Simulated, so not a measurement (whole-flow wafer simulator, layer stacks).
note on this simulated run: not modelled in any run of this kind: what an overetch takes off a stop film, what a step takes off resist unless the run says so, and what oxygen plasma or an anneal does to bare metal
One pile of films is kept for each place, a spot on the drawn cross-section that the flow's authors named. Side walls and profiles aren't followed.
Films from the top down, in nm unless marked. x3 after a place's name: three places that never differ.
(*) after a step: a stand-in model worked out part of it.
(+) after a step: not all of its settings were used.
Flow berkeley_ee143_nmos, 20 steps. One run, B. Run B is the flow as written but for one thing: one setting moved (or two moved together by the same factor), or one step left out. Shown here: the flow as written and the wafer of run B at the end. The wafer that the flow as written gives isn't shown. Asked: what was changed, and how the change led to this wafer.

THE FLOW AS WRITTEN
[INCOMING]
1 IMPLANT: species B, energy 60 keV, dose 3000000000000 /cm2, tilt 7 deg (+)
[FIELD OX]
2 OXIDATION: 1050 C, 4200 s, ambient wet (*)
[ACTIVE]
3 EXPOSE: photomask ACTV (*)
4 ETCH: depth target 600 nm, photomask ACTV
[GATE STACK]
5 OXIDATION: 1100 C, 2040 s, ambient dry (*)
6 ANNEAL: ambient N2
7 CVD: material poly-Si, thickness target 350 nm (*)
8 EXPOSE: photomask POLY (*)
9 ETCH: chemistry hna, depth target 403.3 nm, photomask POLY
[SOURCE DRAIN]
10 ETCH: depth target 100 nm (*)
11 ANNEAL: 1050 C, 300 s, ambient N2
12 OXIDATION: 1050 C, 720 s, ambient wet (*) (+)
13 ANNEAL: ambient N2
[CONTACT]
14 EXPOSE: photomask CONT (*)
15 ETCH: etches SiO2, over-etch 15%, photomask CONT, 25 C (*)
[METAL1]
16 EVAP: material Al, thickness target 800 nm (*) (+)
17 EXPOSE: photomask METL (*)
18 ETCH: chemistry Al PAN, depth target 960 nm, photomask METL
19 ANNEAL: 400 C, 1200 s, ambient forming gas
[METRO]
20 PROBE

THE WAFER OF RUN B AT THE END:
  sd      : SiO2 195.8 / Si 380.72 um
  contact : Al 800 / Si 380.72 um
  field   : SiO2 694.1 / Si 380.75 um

The cause: step 9, ETCH: depth target 298.9 nm was run, where the flow has depth target 403.3 nm.

How the change led to this, step by step:
  9 ETCH: chemistry hna, depth target 403.3 nm, photomask POLY
      sd, contact, field: poly-Si -298.9 (as written it would be: poly-Si -350 (all of it))
  10 ETCH: depth target 100 nm (*)
      sd, contact: nothing (as written it would be: SiO2 -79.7 (all of it))
      field: nothing (as written it would be: SiO2 -100)
  12 OXIDATION: 1050 C, 720 s, ambient wet (*) (+)
      sd, contact: poly-Si -51.1 (all of it), SiO2 +116.1 (as written it would be: SiO2 +189.4 (new film), Si -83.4)
      field: poly-Si -51.1 (all of it), SiO2 +116.1 (as written it would be: SiO2 +69.1, Si -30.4)
  15 ETCH: etches SiO2, over-etch 15%, photomask CONT, 25 C (*)
      contact: SiO2 -195.8 (all of it) (as written it would be: SiO2 -189.4 (all of it))
